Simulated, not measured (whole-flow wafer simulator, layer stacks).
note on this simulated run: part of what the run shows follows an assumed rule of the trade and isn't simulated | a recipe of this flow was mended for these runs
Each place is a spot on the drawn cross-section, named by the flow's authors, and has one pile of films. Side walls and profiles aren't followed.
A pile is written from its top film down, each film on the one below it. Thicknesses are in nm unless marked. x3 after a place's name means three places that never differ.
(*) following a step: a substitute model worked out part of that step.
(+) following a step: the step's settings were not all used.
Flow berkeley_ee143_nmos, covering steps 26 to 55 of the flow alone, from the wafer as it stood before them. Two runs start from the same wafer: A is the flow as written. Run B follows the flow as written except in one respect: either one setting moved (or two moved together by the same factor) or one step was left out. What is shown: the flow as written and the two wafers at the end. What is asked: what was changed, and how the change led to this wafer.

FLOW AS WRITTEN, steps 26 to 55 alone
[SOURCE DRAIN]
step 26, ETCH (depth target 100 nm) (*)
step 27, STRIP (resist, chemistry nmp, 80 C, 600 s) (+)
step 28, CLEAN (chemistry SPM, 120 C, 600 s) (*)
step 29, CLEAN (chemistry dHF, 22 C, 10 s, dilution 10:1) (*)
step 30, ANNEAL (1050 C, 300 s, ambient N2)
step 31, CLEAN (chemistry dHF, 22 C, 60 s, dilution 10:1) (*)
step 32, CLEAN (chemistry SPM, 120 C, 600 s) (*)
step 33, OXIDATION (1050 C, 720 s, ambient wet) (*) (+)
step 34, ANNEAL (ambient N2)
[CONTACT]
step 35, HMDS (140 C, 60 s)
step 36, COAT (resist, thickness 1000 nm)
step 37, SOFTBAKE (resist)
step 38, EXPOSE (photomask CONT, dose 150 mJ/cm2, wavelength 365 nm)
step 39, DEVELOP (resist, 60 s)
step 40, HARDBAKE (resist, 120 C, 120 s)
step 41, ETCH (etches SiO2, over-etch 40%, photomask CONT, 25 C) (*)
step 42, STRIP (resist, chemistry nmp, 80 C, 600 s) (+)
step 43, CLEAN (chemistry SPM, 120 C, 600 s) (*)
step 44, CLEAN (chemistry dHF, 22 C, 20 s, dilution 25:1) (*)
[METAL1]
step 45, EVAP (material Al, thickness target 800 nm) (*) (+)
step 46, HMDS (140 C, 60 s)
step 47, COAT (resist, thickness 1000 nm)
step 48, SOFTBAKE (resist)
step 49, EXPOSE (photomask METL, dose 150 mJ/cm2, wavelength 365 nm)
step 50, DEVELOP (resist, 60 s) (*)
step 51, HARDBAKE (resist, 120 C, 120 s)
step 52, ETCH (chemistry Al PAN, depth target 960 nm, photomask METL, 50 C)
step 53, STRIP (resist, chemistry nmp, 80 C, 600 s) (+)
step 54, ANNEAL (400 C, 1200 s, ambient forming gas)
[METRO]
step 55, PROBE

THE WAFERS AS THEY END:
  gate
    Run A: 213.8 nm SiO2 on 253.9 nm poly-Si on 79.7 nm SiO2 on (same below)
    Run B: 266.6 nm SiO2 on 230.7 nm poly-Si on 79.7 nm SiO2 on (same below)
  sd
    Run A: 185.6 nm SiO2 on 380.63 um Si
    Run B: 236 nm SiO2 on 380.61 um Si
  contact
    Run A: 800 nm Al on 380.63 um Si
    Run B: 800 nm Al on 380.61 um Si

Cause: step 33, OXIDATION: 1008 s was run, though the flow has 720 s.

How this came from the change, step by step:
  step 33, OXIDATION (1050 C, 720 s, ambient wet) (*) (+)
      sd, contact: A +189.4 SiO2 (new film), -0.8 chemical SiO2 (all of it), -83 Si | B +239.8 SiO2 (new film), -0.8 chemical SiO2 (all of it), -105.2 Si
      gate: A +217.6 SiO2 (new film), -0.8 chemical SiO2 (all of it), -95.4 poly-Si | B +270.4 SiO2 (new film), -0.8 chemical SiO2 (all of it), -118.6 poly-Si
      (also at 1 further place)
  step 41, ETCH (etches SiO2, over-etch 40%, photomask CONT, 25 C) (*)
      contact: A -189.4 SiO2 (all of it) | B -239.8 SiO2 (all of it)
  step 47, COAT (resist, thickness 1000 nm)
      contact: A +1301 resist (new film) | B +1336.1 resist (new film)
  step 51, HARDBAKE (resist, 120 C, 120 s)
      contact: A -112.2 resist | B -115.4 resist
  step 53, STRIP (resist, chemistry nmp, 80 C, 600 s) (+)
      contact: A -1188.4 resist (all of it) | B -1220.3 resist (all of it)
